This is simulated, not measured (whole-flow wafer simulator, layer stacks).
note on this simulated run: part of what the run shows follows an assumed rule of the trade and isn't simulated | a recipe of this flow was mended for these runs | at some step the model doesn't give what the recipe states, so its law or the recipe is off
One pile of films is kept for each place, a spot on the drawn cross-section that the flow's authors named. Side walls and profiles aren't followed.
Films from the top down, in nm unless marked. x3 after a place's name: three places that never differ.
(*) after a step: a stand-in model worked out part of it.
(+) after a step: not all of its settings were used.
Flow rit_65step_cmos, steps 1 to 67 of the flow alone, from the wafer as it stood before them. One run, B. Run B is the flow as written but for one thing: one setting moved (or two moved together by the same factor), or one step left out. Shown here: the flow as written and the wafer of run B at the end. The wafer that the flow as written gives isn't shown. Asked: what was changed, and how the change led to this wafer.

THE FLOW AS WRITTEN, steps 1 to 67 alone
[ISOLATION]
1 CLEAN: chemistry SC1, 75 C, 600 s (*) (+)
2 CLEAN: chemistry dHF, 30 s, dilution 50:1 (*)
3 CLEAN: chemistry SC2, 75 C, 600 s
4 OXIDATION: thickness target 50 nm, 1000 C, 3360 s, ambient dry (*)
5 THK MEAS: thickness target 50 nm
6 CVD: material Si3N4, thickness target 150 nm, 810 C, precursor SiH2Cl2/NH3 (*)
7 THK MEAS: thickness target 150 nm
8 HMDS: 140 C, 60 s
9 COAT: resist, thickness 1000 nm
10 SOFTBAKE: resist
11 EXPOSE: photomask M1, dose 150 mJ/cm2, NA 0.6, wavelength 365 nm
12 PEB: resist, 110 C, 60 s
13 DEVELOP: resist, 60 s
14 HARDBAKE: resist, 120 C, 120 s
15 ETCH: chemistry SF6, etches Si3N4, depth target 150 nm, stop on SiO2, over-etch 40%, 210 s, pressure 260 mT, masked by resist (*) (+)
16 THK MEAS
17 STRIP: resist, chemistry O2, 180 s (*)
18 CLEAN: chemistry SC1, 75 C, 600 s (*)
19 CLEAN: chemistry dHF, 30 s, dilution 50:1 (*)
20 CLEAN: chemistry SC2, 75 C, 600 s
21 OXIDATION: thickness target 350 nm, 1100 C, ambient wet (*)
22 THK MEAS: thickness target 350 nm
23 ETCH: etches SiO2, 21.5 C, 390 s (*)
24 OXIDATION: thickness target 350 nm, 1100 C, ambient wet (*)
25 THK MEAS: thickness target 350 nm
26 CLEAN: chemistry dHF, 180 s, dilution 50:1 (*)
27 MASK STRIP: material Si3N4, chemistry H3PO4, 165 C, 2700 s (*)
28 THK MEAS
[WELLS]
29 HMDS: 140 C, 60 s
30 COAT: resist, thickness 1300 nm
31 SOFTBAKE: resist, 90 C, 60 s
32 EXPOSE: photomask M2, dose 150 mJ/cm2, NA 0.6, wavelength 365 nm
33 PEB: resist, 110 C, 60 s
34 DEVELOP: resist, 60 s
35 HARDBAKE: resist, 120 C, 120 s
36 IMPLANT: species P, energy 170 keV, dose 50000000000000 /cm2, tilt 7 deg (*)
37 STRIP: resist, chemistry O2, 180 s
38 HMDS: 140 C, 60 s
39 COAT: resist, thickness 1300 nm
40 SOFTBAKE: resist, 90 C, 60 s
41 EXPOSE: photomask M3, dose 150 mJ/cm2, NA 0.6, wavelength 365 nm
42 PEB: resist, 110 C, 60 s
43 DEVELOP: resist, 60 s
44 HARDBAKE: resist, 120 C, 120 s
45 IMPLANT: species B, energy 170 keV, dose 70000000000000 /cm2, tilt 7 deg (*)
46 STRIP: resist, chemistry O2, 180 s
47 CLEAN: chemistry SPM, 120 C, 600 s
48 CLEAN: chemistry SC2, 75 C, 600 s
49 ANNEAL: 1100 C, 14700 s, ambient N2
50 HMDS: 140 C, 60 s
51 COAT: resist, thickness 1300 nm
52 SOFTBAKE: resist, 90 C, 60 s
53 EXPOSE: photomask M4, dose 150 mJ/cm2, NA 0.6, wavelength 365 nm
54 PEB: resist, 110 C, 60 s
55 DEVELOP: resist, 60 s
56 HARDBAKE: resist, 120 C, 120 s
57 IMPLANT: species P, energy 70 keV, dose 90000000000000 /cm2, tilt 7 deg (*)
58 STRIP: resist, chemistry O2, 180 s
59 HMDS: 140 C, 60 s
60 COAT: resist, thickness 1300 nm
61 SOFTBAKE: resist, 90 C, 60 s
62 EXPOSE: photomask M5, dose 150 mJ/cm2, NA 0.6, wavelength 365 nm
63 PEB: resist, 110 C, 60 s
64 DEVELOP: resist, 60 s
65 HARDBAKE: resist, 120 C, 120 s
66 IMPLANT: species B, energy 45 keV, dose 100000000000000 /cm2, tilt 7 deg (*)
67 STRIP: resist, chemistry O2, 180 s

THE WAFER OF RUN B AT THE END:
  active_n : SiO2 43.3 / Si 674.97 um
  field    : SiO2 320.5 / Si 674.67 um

The cause: step 27, MASK STRIP: 3240 s was run, where the flow has 2700 s.

How the change led to this, step by step:
  27 MASK STRIP: material Si3N4, chemistry H3PO4, 165 C, 2700 s (*)
      active_n, active_p, gate_n and 7 more: Si3N4 -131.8 (all of it), SiO2 -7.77 (as written it would be: Si3N4 -131.8 (all of it), SiO2 -5.64)
      field, field_pw, field_nw, field_p: SiO2 -12.8 (as written it would be: SiO2 -10.7)
